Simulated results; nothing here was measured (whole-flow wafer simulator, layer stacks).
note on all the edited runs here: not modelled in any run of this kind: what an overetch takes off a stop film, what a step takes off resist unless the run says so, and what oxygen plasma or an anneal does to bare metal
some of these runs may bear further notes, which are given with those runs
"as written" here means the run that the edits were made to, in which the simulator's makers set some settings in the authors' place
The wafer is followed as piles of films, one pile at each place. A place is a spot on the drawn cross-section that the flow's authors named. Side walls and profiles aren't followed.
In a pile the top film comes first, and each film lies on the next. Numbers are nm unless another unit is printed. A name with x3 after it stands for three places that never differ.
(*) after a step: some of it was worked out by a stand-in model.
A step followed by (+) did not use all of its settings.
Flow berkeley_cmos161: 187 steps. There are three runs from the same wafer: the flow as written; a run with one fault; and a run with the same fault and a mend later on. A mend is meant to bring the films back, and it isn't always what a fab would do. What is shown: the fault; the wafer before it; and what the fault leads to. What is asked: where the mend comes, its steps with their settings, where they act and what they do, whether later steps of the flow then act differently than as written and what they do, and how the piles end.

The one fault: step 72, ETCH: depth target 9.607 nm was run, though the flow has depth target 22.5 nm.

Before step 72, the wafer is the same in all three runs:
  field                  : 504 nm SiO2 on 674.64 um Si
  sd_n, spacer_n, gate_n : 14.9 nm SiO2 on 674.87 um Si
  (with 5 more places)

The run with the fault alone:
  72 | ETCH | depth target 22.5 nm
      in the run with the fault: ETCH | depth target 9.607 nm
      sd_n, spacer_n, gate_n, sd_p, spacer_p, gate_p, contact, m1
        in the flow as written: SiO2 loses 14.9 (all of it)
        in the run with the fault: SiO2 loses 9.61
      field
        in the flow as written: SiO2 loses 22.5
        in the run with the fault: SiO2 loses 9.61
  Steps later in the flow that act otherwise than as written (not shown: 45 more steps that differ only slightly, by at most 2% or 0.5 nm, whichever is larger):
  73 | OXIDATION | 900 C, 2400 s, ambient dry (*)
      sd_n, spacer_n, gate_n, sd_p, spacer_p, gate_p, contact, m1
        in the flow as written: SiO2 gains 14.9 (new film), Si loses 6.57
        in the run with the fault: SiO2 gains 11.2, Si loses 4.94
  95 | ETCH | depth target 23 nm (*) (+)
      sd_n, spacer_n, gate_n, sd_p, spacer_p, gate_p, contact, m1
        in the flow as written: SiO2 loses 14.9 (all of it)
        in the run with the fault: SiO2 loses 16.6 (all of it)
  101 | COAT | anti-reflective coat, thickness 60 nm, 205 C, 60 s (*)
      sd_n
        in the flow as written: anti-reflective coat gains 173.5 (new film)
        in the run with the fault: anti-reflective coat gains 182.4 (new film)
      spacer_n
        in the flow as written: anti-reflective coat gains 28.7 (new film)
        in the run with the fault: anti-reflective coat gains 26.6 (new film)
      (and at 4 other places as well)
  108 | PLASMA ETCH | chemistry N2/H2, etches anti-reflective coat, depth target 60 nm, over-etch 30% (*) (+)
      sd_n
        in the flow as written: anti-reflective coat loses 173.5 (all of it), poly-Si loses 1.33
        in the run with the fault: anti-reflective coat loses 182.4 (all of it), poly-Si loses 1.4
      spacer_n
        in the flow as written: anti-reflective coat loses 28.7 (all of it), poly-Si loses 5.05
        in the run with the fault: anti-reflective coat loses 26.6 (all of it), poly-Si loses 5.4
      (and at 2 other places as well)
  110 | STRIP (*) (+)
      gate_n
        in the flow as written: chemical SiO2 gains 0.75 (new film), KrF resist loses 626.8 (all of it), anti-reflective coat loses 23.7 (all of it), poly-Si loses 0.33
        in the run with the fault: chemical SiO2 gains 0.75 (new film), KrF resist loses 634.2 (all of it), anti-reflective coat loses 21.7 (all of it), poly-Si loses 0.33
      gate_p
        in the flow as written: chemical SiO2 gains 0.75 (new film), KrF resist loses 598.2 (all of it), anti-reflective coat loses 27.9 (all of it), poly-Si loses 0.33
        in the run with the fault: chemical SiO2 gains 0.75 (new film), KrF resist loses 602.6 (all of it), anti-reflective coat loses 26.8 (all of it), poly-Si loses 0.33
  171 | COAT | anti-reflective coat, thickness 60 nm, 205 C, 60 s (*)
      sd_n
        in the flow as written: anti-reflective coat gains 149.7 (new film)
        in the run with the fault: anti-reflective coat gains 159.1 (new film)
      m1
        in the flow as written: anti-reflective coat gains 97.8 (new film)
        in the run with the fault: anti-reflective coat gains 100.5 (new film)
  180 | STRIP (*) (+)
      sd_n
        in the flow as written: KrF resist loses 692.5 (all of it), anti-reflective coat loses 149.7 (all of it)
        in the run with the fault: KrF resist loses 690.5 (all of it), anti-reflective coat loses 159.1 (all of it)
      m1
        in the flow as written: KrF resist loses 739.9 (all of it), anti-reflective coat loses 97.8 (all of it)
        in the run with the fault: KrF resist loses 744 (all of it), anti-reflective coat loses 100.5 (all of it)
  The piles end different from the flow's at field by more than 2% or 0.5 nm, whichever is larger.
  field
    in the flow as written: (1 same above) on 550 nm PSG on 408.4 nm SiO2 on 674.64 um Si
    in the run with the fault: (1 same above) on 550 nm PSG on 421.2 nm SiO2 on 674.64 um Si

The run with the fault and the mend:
  The mend follows step 72.
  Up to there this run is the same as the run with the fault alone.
  72a | ETCH | depth target 12.89 nm (the flow's step 72, run once more with other settings)
      sd_n, spacer_n, gate_n, sd_p, spacer_p, gate_p, contact, m1
        SiO2 loses 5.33 (all of it)
      field
        SiO2 loses 12.9
  None of the later steps of the flow differs from how it acts as written, at any place that is followed, by more than 2% or 0.5 nm, whichever is larger.
  The piles end the same as the flow's at every place that both follow.
